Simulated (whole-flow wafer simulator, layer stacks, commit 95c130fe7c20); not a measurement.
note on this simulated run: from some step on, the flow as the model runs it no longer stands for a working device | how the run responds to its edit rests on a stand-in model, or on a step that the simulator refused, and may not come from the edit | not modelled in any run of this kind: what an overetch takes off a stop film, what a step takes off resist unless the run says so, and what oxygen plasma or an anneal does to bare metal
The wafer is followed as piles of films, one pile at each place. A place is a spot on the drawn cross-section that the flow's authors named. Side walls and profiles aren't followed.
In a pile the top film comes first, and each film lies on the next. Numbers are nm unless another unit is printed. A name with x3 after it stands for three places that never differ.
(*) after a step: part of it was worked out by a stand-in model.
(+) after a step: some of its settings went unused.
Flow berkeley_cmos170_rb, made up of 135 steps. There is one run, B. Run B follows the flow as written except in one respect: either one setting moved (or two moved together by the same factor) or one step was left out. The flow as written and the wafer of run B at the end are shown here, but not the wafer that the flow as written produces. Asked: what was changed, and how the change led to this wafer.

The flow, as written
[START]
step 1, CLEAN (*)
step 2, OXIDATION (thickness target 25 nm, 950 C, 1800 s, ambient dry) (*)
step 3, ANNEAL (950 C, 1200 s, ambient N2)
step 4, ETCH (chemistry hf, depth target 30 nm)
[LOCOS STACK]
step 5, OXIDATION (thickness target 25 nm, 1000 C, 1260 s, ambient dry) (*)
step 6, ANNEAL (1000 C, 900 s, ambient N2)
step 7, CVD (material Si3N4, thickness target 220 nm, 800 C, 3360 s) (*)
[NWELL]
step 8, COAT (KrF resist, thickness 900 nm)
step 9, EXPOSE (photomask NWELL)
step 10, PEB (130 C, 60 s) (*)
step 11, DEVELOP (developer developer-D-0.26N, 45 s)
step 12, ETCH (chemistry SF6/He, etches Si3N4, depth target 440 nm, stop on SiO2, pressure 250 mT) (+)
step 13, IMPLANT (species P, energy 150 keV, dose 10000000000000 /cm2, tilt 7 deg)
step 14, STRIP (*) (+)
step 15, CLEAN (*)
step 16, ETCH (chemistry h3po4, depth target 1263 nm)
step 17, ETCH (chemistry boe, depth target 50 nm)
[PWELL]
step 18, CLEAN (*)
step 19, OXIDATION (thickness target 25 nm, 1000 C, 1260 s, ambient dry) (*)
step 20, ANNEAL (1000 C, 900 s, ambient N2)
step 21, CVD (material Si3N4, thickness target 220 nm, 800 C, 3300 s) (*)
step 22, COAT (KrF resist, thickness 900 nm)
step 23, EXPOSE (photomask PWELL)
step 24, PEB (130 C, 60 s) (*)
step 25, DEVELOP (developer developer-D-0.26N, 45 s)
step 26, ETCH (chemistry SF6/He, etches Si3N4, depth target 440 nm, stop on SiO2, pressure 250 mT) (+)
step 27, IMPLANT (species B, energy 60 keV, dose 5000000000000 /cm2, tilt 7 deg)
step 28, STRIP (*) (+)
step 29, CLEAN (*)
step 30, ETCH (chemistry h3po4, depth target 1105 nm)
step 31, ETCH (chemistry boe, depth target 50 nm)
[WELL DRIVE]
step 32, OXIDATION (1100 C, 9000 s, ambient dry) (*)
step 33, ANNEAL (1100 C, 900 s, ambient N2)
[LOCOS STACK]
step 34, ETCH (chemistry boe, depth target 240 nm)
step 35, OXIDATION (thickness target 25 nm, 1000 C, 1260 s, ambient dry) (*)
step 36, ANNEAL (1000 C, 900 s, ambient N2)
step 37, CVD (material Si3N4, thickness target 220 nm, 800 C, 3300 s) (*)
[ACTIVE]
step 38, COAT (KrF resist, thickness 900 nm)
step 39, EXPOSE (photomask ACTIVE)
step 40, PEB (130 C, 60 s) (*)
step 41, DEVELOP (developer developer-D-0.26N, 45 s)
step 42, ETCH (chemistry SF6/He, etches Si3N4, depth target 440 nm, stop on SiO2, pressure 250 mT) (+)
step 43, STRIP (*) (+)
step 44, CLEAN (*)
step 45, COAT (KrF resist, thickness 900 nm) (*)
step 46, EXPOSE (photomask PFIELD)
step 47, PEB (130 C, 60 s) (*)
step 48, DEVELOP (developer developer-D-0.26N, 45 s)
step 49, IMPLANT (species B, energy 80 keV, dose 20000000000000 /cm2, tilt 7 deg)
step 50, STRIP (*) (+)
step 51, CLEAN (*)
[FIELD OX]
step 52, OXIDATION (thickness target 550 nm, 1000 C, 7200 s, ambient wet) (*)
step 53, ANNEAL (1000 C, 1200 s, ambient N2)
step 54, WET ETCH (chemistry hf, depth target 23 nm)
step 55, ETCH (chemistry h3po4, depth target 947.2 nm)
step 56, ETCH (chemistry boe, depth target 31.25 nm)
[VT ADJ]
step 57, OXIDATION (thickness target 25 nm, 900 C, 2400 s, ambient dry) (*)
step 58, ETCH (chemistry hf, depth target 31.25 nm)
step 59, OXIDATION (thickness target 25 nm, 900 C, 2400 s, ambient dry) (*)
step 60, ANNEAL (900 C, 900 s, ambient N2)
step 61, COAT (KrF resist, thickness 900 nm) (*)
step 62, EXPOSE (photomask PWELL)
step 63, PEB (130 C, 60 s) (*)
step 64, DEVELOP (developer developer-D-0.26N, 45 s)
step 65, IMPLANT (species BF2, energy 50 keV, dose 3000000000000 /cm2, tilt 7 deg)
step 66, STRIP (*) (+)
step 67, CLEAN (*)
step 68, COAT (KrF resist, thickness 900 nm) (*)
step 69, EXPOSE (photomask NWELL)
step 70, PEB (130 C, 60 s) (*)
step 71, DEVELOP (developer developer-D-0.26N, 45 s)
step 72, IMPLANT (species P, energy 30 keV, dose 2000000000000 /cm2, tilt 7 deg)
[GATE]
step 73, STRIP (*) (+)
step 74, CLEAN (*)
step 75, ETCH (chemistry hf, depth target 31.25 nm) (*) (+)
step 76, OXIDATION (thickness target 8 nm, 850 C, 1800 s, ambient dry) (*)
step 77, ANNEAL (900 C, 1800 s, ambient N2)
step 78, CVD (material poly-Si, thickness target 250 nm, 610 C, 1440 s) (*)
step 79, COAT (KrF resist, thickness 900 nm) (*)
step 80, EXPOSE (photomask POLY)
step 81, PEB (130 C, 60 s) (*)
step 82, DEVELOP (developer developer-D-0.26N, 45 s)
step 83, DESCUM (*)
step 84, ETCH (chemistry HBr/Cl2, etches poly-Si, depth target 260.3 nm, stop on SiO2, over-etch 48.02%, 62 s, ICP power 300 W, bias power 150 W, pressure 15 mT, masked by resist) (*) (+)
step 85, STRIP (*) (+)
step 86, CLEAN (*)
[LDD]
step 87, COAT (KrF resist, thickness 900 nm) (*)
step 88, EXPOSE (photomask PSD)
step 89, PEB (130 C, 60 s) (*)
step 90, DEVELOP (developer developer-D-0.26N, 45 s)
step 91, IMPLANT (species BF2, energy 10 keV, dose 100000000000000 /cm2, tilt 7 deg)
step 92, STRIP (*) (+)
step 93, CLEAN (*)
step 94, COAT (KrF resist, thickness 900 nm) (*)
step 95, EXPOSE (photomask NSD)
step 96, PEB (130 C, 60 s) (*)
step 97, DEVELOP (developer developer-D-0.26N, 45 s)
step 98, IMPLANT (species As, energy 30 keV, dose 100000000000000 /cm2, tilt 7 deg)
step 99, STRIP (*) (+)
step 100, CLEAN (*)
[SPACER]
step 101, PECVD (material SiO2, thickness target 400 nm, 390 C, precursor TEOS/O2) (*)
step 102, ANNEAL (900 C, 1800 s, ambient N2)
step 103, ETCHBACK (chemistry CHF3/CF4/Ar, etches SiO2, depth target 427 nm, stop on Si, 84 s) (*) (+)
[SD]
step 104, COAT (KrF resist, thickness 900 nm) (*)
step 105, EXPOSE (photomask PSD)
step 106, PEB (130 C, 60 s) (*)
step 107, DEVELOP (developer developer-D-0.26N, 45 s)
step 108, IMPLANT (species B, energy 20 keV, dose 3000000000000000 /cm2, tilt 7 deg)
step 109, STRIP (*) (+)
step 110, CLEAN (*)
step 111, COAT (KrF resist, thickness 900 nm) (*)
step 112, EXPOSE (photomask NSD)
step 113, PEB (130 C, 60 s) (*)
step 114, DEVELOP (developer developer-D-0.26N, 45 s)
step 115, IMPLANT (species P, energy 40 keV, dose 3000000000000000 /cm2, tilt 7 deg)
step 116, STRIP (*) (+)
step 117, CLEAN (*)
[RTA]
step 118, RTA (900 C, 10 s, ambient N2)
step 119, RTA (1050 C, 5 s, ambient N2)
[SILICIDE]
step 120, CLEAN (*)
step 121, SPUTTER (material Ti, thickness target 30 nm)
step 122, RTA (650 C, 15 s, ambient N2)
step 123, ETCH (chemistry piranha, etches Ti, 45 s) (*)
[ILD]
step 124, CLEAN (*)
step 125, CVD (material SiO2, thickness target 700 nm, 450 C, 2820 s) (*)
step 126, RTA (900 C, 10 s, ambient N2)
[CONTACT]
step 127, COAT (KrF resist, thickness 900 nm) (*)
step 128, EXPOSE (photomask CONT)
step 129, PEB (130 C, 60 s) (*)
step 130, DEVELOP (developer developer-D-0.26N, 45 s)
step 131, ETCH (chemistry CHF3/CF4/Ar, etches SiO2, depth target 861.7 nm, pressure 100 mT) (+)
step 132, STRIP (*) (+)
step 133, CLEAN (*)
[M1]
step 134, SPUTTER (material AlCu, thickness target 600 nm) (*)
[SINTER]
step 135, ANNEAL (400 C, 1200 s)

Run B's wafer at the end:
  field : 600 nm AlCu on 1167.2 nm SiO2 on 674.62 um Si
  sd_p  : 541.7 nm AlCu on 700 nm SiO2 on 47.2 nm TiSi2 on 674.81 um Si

The reason: step 58, ETCH: depth target 22.3 nm was run, though the flow has depth target 31.25 nm.

Step by step, how the change led to this:
  step 58, ETCH (chemistry hf, depth target 31.25 nm)
      field: SiO2 loses 22.3 (in the flow as written it would be: SiO2 loses 31.2)
  step 121, SPUTTER (material Ti, thickness target 30 nm)
      sd_p: Ti gains 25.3 (new film) (in the flow as written it would be: Ti gains 27.1 (new film))
  step 122, RTA (650 C, 15 s, ambient N2)
      sd_p: Ti loses 19.7, TiSi2 C49 gains 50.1 (new film), Si loses 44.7 (in the flow as written it would be: Ti loses 21.1, TiSi first gains 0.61 (new film), TiSi2 C49 gains 52.9 (new film), Si loses 47.6)
  step 126, RTA (900 C, 10 s, ambient N2)
      sd_p: under 1 film: TiSi2 gains 47.2 (new film), TiSi2 C49 loses 50.1 (all of it) (in the flow as written it would be: under 1 film: TiSi2 gains 50.7 (new film), TiSi first loses 0.61 (all of it), TiSi2 C49 loses 52.9 (all of it), Si loses 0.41)
